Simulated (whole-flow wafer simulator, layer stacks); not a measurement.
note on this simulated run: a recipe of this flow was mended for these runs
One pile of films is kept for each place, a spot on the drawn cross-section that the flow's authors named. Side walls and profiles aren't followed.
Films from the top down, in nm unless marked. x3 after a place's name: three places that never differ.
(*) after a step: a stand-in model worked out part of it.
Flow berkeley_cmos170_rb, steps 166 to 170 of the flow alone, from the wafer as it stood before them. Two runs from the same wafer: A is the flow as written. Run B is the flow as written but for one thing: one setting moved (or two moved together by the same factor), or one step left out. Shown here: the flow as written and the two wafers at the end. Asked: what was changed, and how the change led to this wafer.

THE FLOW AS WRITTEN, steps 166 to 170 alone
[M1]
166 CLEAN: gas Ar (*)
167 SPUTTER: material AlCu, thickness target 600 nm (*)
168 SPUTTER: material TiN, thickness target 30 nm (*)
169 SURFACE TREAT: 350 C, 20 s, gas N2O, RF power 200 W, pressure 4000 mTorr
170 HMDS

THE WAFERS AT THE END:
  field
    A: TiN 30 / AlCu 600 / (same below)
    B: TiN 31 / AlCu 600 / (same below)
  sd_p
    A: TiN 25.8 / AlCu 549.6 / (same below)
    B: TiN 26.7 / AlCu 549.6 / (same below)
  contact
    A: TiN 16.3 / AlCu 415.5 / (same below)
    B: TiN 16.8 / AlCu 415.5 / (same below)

The cause: step 168, SPUTTER: thickness target 31 nm was run, where the flow has thickness target 30 nm.
It can be read off the wafer: field has TiN 31, and step 168 as written asks for 30 nm.

How the change led to this, step by step:
  168 SPUTTER: material TiN, thickness target 30 nm (*)
      field, sd_n, spacer_n, gate, spacer_p, gate_p, m1: A TiN +30 (new film) | B TiN +31 (new film)
      sd_p: A TiN +25.8 (new film) | B TiN +26.7 (new film)
